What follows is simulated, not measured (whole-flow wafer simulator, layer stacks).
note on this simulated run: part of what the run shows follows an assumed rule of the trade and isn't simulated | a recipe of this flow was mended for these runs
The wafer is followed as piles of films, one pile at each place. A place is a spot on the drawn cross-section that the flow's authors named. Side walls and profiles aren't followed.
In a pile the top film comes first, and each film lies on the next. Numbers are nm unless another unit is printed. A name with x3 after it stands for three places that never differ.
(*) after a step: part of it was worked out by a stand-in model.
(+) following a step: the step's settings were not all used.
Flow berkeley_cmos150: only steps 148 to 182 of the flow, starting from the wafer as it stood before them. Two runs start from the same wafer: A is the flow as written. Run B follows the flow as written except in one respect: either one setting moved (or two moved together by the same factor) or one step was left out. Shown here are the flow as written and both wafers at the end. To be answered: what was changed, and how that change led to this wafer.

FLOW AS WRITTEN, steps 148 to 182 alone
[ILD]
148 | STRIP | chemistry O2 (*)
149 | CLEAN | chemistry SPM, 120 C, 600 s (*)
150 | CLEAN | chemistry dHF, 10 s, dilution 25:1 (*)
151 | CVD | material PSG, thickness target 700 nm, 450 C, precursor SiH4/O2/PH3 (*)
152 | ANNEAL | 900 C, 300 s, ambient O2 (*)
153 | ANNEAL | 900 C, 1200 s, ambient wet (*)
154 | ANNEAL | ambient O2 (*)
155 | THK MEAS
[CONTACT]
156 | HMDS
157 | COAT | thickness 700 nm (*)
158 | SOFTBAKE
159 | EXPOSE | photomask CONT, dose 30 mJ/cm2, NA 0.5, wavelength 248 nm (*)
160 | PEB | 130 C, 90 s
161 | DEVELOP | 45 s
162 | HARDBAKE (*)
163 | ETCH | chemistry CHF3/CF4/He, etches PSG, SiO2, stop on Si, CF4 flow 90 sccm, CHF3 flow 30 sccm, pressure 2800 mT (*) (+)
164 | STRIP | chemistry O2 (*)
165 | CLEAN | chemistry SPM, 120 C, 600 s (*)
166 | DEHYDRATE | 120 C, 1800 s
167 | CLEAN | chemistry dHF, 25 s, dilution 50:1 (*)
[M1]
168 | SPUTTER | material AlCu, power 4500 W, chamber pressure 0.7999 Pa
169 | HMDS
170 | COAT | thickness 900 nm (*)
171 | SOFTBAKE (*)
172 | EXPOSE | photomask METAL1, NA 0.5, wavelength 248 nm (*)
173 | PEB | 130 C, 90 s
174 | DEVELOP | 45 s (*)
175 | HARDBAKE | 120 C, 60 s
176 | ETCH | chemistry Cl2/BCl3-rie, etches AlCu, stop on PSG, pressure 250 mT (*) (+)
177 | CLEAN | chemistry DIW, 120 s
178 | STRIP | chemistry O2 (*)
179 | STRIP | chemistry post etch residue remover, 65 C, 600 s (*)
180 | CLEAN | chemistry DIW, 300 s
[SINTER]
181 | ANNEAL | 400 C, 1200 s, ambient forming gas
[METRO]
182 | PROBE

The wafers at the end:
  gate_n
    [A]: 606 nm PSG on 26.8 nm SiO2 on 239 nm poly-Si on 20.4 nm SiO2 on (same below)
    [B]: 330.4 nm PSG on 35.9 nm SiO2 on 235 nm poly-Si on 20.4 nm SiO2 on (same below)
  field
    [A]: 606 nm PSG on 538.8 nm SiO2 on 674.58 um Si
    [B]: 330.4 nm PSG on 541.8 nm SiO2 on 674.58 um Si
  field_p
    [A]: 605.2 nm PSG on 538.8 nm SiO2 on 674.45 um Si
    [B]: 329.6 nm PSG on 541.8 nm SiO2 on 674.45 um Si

The reason: step 151, CVD: 382 C was run, though the flow has 450 C.

The path from the change to this, step by step:
  151 | CVD | material PSG, thickness target 700 nm, 450 C, precursor SiH4/O2/PH3 (*)
      field, field_p, sd_n, gate_n, gate_p, contact, m1: A PSG gains 700 (new film) | B PSG gains 409.9 (new film)
      sd_p: A PSG gains 639.5 (new film) | B PSG gains 379.4 (new film)
  153 | ANNEAL | 900 C, 1200 s, ambient wet (*)
      sd_n, contact, m1: A PSG loses 35, SiO2 gains 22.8, Si loses 10 | B PSG loses 20.5, SiO2 gains 29, Si loses 12.8
      field, field_p: A PSG loses 35, SiO2 gains 16.3, Si loses 7.15 | B PSG loses 20.5, SiO2 gains 19.3, Si loses 8.47
      (also at 3 further places)
  157 | COAT | thickness 700 nm (*)
      sd_p: A KrF-resist gains 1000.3 (new film) | B KrF-resist gains 953.8 (new film)
      gate_p: A KrF-resist gains 695.2 (new film) | B KrF-resist gains 680.3 (new film)
  163 | ETCH | chemistry CHF3/CF4/He, etches PSG, SiO2, stop on Si, CF4 flow 90 sccm, CHF3 flow 30 sccm, pressure 2800 mT (*) (+)
      field, field_p, sd_n, gate_n, sd_p, gate_p, m1: A KrF-resist loses 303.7 | B KrF-resist loses 207.5
      contact: A PSG loses 665 (all of it), SiO2 loses 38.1 (all of it), Si loses 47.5 | B PSG loses 389.4 (all of it), SiO2 loses 44.4 (all of it), Si loses 47.5
  164 | STRIP | chemistry O2 (*)
      field: A KrF-resist loses 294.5 (all of it) | B KrF-resist loses 386.4 (all of it)
      field_p: A KrF-resist loses 397.1 (all of it) | B KrF-resist loses 486 (all of it)
      (also at 5 further places)
  168 | SPUTTER | material AlCu, power 4500 W, chamber pressure 0.7999 Pa
      sd_p: A AlCu gains 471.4 (new film) | B AlCu gains 488 (new film)
      contact: A AlCu gains 443.6 (new film) | B AlCu gains 514.3 (new film)
  170 | COAT | thickness 900 nm (*)
      field: A thick-KrF-resist gains 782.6 (new film) | B thick-KrF-resist gains 801.5 (new film)
      sd_p: A thick-KrF-resist gains 1400.4 (new film) | B thick-KrF-resist gains 1357.8 (new film)
      (also at 2 further places)
  173 | PEB | 130 C, 90 s
      contact: A thick-KrF-resist loses 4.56 | B thick-KrF-resist loses 3.75
  174 | DEVELOP | 45 s (*)
      field: A thick-KrF-resist loses 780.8 (all of it), AlCu loses 10 | B thick-KrF-resist loses 799.7 (all of it), AlCu loses 10
      sd_p: A thick-KrF-resist loses 1396.9 (all of it), AlCu loses 10 | B thick-KrF-resist loses 1354.3 (all of it), AlCu loses 10
  175 | HARDBAKE | 120 C, 60 s
      contact: A thick-KrF-resist loses 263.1 | B thick-KrF-resist loses 223.3
      m1: A thick-KrF-resist loses 148.2 | B thick-KrF-resist loses 152.5
  176 | ETCH | chemistry Cl2/BCl3-rie, etches AlCu, stop on PSG, pressure 250 mT (*) (+)
      sd_p: A AlCu loses 461.4 (all of it), PSG loses 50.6 | B AlCu loses 478 (all of it), PSG loses 48.5
  178 | STRIP | chemistry O2 (*)
      contact: A thick-KrF-resist loses 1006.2 (all of it) | B thick-KrF-resist loses 786.7 (all of it)
      m1: A thick-KrF-resist loses 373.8 (all of it) | B thick-KrF-resist loses 397.1 (all of it)
